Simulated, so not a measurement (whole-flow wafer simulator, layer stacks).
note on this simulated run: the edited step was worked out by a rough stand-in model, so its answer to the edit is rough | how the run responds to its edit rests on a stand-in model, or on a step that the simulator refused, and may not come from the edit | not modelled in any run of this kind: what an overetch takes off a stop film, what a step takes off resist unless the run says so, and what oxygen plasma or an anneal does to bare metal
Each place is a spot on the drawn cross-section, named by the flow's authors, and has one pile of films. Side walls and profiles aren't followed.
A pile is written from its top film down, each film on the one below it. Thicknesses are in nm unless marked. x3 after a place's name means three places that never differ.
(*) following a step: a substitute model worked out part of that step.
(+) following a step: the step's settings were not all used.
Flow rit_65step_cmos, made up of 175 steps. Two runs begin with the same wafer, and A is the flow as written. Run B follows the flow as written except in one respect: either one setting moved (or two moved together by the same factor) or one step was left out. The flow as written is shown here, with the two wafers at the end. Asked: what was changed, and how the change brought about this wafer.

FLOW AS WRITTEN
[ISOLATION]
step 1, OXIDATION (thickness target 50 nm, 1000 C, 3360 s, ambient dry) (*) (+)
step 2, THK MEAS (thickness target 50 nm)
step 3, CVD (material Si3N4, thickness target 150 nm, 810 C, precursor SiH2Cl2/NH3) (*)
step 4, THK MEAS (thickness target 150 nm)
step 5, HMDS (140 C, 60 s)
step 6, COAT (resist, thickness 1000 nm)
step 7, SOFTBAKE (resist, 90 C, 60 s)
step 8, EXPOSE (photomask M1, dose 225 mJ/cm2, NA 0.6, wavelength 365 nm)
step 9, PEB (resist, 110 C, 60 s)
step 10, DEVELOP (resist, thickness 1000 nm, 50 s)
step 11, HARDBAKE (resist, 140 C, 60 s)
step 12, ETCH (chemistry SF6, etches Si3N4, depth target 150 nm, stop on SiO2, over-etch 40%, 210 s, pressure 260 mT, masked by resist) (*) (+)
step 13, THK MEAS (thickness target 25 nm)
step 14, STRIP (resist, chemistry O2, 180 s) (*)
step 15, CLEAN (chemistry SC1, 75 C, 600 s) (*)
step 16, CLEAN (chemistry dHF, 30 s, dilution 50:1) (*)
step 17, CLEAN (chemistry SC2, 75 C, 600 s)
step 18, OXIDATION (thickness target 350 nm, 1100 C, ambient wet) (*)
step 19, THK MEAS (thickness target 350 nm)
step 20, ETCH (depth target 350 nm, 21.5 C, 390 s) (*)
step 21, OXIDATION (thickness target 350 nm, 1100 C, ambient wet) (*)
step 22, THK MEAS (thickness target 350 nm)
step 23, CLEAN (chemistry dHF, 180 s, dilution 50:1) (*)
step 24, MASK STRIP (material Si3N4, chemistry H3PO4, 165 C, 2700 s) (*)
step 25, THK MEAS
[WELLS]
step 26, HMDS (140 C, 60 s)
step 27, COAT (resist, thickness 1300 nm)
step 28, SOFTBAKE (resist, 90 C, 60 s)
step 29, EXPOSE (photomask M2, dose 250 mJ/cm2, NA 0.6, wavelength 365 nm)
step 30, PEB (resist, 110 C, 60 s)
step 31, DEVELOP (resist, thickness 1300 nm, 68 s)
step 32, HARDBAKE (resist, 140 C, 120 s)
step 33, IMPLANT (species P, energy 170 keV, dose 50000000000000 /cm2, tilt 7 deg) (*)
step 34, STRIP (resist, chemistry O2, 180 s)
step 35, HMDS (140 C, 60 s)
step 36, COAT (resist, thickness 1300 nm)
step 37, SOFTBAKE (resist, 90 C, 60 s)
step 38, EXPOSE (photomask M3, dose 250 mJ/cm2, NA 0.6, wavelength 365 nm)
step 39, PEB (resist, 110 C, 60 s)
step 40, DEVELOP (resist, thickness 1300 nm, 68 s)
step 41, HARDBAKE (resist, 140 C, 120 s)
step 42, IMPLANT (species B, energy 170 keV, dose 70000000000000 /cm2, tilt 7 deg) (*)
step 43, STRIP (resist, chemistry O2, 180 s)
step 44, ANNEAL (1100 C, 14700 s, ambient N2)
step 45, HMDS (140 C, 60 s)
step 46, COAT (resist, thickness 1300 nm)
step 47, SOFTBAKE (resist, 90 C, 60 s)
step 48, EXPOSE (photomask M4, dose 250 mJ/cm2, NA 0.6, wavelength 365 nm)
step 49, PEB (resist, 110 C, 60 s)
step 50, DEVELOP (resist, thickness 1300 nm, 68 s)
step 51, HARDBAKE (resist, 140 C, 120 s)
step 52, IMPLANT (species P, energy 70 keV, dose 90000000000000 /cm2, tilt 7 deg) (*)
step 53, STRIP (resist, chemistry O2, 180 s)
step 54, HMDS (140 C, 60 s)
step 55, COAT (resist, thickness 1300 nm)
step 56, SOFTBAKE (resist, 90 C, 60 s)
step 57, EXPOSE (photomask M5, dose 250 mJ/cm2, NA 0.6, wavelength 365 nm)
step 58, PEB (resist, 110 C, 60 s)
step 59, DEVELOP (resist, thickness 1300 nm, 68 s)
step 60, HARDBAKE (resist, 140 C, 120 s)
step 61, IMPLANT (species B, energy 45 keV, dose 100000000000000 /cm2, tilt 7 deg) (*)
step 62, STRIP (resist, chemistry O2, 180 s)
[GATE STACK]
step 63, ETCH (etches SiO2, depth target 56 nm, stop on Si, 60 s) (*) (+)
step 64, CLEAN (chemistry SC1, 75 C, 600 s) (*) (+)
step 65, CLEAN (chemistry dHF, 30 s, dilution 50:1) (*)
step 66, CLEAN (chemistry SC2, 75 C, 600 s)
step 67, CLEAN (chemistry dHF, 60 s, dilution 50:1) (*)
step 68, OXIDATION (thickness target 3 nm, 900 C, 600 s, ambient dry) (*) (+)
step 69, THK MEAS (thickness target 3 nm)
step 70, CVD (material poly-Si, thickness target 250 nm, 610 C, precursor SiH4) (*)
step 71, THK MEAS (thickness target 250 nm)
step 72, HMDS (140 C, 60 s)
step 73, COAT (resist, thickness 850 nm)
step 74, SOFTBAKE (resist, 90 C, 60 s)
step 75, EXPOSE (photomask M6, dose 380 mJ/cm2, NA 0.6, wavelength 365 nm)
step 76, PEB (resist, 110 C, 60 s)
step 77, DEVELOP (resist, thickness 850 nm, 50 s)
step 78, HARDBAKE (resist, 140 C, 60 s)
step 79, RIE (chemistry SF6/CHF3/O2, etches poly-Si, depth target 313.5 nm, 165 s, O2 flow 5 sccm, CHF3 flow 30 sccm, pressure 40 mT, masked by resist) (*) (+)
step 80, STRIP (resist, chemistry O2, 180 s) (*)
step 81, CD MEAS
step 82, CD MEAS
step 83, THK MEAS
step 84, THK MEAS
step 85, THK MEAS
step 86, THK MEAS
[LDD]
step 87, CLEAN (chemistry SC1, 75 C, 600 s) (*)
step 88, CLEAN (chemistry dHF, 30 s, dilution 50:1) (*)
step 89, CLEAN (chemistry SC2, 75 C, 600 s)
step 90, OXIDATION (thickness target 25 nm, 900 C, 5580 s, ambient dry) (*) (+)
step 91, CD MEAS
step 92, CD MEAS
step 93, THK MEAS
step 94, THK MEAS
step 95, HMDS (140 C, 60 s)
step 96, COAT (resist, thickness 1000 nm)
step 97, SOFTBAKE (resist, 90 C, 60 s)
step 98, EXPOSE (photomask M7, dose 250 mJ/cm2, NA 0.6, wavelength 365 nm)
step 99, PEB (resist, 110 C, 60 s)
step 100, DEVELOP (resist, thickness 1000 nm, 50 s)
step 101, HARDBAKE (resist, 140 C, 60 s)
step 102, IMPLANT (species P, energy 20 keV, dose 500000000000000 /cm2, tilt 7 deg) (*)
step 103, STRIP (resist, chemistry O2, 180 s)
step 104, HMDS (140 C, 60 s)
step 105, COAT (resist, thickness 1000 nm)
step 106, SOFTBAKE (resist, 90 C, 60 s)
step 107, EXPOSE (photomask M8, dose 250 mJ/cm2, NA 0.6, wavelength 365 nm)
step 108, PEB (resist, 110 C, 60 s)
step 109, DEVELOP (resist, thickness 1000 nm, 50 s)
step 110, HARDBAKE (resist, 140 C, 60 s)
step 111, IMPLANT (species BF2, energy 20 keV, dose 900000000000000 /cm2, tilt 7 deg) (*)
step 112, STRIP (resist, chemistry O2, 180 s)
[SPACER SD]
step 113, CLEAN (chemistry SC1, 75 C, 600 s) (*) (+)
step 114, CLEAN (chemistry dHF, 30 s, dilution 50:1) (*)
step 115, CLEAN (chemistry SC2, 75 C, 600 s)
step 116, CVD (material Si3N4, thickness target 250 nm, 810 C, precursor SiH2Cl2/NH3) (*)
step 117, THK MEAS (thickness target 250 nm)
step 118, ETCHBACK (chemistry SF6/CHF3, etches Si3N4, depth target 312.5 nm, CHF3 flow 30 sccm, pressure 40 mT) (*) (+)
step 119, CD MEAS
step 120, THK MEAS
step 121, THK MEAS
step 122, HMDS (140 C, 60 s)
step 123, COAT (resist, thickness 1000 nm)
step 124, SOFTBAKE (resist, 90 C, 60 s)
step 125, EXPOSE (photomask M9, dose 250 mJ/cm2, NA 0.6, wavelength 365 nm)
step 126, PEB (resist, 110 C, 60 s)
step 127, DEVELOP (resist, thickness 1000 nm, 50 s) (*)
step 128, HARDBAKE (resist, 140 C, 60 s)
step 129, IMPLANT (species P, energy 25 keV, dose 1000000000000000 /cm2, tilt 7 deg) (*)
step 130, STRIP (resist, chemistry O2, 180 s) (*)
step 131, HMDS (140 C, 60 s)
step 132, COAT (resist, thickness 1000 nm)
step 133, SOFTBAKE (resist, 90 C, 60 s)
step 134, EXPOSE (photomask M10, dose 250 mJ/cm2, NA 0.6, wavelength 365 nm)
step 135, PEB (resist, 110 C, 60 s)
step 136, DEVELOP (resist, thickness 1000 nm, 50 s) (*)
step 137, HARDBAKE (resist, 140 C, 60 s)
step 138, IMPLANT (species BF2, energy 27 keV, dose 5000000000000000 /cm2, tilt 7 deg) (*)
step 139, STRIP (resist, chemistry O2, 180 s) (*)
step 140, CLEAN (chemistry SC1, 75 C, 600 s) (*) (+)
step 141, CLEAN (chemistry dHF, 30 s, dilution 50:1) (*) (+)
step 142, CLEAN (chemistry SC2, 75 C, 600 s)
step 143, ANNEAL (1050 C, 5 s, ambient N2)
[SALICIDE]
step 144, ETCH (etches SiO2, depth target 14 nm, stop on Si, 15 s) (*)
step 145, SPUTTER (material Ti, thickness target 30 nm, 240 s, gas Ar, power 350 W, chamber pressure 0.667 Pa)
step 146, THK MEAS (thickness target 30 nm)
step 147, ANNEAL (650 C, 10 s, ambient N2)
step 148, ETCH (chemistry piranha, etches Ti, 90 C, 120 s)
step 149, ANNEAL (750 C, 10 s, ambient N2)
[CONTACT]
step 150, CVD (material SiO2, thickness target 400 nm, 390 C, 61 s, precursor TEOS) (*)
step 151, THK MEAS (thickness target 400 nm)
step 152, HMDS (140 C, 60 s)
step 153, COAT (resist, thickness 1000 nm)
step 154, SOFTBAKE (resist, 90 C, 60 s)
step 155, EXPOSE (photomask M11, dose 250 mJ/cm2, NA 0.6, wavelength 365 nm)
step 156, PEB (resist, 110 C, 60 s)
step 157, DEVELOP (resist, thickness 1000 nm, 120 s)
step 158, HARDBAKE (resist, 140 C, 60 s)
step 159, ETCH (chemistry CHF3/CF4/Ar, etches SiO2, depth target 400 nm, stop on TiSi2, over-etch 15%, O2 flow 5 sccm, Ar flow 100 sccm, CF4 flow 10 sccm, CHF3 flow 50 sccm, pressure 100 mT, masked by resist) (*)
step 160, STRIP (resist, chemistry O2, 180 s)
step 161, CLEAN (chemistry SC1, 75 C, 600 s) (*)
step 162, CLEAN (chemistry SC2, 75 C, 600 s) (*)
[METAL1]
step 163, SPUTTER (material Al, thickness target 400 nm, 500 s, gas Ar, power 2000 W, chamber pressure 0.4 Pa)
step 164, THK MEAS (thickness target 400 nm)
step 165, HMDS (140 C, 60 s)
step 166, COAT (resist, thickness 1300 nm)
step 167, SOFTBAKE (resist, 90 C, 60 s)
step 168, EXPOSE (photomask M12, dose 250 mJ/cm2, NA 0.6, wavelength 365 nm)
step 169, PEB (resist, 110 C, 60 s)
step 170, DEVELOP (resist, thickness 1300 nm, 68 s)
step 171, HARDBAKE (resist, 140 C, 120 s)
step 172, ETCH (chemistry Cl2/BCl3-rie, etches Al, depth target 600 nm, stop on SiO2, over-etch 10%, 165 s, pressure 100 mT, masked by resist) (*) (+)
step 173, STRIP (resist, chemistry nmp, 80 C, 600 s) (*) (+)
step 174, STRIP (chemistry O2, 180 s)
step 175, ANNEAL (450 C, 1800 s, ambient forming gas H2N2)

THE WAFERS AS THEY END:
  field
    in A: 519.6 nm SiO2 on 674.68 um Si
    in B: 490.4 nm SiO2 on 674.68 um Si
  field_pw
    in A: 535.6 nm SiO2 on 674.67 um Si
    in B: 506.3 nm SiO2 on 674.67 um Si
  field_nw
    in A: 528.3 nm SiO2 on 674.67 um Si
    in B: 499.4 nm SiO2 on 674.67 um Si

What caused this: step 116, CVD: thickness target 212 nm was run, while the flow as written has thickness target 250 nm.

How this came from the change, step by step:
  step 116, CVD (material Si3N4, thickness target 250 nm, 810 C, precursor SiH2Cl2/NH3) (*)
      field, field_pw, field_nw and 11 more: A Si3N4 gains 250 (new film) | B Si3N4 gains 212 (new film)
  step 118, ETCHBACK (chemistry SF6/CHF3, etches Si3N4, depth target 312.5 nm, CHF3 flow 30 sccm, pressure 40 mT) (*) (+)
      field, field_pw, field_nw, field_p: A Si3N4 loses 250 (all of it), SiO2 loses 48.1 | B Si3N4 loses 212 (all of it), SiO2 loses 77.3
      gate_n: A Si3N4 loses 250 (all of it), SiO2 loses 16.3 (all of it), poly-Si loses 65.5 | B Si3N4 loses 212 (all of it), SiO2 loses 16.3 (all of it), poly-Si loses 125.8
      (and at 1 other place as well)
  step 123, COAT (resist, thickness 1000 nm)
      gate_n: A resist gains 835 (new film) | B resist gains 885.7 (new film)
      gate_p: A resist gains 836.1 (new film) | B resist gains 886.8 (new film)
      (and at 2 other places as well)
  step 126, PEB (resist, 110 C, 60 s)
      gate_n, gate_p: A resist loses 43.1 | B resist loses 45.8
      spacer: A resist loses 41.9 | B resist loses 43.5
      (and at 1 other place as well)
  step 127, DEVELOP (resist, thickness 1000 nm, 50 s) (*)
      gate_n: A resist loses 791.9 (all of it) | B resist loses 839.9 (all of it)
      spacer: A resist loses 772.3 (all of it) | B resist loses 799.4 (all of it)
  step 128, HARDBAKE (resist, 140 C, 60 s)
      gate_p: A resist loses 51.9 | B resist loses 55.5
      spacer_p: A resist loses 50.4 | B resist loses 52.4
  step 130, STRIP (resist, chemistry O2, 180 s) (*)
      gate_p: A chemical SiO2 gains 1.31 (new film), resist loses 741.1 (all of it), poly-Si loses 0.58 | B chemical SiO2 gains 1.31 (new film), resist loses 785.4 (all of it), poly-Si loses 0.58
      spacer_p: A resist loses 722.3 (all of it) | B resist loses 747.5 (all of it)
  step 132, COAT (resist, thickness 1000 nm)
      gate_n: A resist gains 834.8 (new film) | B resist gains 885.5 (new film)
      gate_p: A resist gains 835.9 (new film) | B resist gains 886.6 (new film)
      (and at 2 other places as well)
  step 135, PEB (resist, 110 C, 60 s)
      gate_n, gate_p: A resist loses 43.1 | B resist loses 45.8
      spacer, spacer_p: A resist loses 42 | B resist loses 43.5
  step 136, DEVELOP (resist, thickness 1000 nm, 50 s) (*)
      gate_p: A resist loses 792.8 (all of it) | B resist loses 840.8 (all of it)
      spacer_p: A resist loses 773.3 (all of it) | B resist loses 800.4 (all of it)
  step 137, HARDBAKE (resist, 140 C, 60 s)
      field: A resist loses 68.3 | B resist loses 69.7
      gate_n: A resist loses 51.8 | B resist loses 55.4
      (and at 1 other place as well)
  step 139, STRIP (resist, chemistry O2, 180 s) (*)
      gate_n: A resist loses 740 (all of it), chemical SiO2 gains 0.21, poly-Si loses 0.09 | B resist loses 784.3 (all of it), chemical SiO2 gains 0.21, poly-Si loses 0.09
      spacer: A resist loses 722.5 (all of it) | B resist loses 747.6 (all of it)
  step 145, SPUTTER (material Ti, thickness target 30 nm, 240 s, gas Ar, power 350 W, chamber pressure 0.667 Pa)
      gate_n: A Ti gains 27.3 (new film) | B Ti gains 23.3 (new film)
      gate_p: A Ti gains 27.2 (new film) | B Ti gains 23.2 (new film)
  step 147, ANNEAL (650 C, 10 s, ambient N2)
      gate_n: A Ti loses 21.3, TiSi first gains 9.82 (new film), TiSi2 C49 gains 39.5 (new film), poly-Si loses 41.9 | B Ti loses 18.2, TiSi first gains 1.9 (new film), TiSi2 C49 gains 43.4 (new film), poly-Si loses 40.2
      gate_p: A Ti loses 21.2, TiSi first gains 9.56 (new film), TiSi2 C49 gains 39.6 (new film), poly-Si loses 41.9 | B Ti loses 18.1, TiSi first gains 1.7 (new film), TiSi2 C49 gains 43.5 (new film), poly-Si loses 40.1
  step 148, ETCH (chemistry piranha, etches Ti, 90 C, 120 s)
      gate_n: A Ti loses 6 (all of it), TiSi first loses 0.1 | B Ti loses 5.13 (all of it), TiSi first loses 0.1
      gate_p: A Ti loses 5.97 (all of it), TiSi first loses 0.1 | B Ti loses 5.1 (all of it), TiSi first loses 0.1
  step 149, ANNEAL (750 C, 10 s, ambient N2)
      gate_n: A TiSi2 gains 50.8 (new film), TiSi first loses 9.72 (all of it), TiSi2 C49 loses 39.5 (all of it), poly-Si loses 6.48 | B TiSi2 gains 43.8 (new film), TiSi first loses 1.8 (all of it), TiSi2 C49 loses 43.4 (all of it), poly-Si loses 1.2
      gate_p: A TiSi2 gains 50.6 (new film), TiSi first loses 9.46 (all of it), TiSi2 C49 loses 39.6 (all of it), poly-Si loses 6.31 | B TiSi2 gains 43.6 (new film), TiSi first loses 1.6 (all of it), TiSi2 C49 loses 43.5 (all of it), poly-Si loses 1.07
  ... 7 further steps ...
  step 170, DEVELOP (resist, thickness 1300 nm, 68 s)
      gate_n: A resist loses 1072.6 (all of it) | B resist loses 1096.8 (all of it)
      gate_p: A resist loses 1076.3 (all of it) | B resist loses 1100.5 (all of it)
      (and at 2 other places as well)
